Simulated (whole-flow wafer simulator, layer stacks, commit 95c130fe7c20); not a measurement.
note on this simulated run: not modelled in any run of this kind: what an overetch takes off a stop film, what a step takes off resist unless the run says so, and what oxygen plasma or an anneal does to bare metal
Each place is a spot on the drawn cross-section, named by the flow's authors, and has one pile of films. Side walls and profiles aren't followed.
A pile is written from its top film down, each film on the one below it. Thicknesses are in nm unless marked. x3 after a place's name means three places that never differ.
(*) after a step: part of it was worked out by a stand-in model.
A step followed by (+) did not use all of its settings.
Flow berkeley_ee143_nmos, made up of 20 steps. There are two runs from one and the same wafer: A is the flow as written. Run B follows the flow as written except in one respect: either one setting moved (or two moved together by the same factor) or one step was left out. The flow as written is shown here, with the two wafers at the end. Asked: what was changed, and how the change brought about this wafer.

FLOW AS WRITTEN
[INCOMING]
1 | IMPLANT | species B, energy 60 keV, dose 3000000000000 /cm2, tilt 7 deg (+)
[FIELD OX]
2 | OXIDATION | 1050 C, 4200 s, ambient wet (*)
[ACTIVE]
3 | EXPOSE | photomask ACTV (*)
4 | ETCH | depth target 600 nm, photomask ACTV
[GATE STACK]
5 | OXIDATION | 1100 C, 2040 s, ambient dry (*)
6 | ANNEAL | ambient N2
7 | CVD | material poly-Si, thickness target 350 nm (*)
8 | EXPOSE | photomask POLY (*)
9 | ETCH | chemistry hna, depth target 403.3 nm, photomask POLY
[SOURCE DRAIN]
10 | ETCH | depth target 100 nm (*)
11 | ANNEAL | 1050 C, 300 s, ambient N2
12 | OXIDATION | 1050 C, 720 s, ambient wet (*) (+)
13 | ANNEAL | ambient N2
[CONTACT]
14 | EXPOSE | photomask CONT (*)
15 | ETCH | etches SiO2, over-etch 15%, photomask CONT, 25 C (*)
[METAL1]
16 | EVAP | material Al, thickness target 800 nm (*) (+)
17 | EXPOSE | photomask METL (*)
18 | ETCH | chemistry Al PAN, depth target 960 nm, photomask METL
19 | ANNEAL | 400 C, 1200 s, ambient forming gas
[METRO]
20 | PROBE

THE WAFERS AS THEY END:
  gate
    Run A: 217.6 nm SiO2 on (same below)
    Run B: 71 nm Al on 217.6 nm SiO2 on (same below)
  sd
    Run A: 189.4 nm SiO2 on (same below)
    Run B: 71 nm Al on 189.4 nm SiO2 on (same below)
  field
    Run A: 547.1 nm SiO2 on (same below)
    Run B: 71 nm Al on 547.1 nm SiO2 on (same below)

Cause: step 18, ETCH: depth target 729 nm was run, though the flow has depth target 960 nm.

The path from the change to this, step by step:
  18 | ETCH | chemistry Al PAN, depth target 960 nm, photomask METL
      gate, sd, field: A Al loses 800 (all of it) | B Al loses 729
If metal films that touch count as one body, gate has 1 body; the flow as written gives 0 bodies.
If metal films that touch count as one body, sd has 1 body; the flow as written gives 0 bodies.
If metal films that touch count as one body, field has 1 body; the flow as written gives 0 bodies.
